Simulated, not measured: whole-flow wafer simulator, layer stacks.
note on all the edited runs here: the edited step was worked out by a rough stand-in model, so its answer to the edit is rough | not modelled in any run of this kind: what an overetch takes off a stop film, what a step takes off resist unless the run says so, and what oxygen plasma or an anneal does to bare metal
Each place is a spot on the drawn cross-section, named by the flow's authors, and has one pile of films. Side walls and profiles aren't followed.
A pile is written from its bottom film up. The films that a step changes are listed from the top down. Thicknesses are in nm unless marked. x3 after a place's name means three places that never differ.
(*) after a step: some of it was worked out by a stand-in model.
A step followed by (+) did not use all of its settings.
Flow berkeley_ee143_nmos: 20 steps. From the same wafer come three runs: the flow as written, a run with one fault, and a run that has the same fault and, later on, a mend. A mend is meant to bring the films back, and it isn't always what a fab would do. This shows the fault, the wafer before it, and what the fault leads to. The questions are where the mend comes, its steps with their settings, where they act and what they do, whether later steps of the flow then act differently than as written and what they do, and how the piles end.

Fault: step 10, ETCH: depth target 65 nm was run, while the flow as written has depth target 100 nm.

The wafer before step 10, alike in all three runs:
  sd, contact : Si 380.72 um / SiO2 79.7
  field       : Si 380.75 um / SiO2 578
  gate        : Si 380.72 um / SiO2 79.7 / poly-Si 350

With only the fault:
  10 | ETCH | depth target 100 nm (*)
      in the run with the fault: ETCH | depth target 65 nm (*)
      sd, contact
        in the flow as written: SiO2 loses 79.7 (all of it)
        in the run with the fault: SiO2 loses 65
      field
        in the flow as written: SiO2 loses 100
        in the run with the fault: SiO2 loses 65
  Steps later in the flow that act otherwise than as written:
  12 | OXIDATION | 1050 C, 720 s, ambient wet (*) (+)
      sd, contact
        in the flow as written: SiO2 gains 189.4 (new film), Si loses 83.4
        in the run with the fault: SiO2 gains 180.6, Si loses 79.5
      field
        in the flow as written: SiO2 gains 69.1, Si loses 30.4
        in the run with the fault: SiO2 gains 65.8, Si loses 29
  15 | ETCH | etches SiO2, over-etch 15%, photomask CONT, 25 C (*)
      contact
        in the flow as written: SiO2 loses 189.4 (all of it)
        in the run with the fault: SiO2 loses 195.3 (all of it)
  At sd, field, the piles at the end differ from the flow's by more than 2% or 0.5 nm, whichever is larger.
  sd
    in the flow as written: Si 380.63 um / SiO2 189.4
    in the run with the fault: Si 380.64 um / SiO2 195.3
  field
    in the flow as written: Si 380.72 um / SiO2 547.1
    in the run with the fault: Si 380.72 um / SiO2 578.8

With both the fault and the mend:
  The mend follows step 10.
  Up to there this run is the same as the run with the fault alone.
  10a | ETCH | depth target 35 nm (*) (a further turn of the flow's step 10, with different settings)
      sd, contact
        SiO2 loses 14.7 (all of it)
      field
        SiO2 loses 35
  None of the later steps of the flow acts differently than as written at any place that is followed.
  The piles end the same as the flow's at every place that both follow.
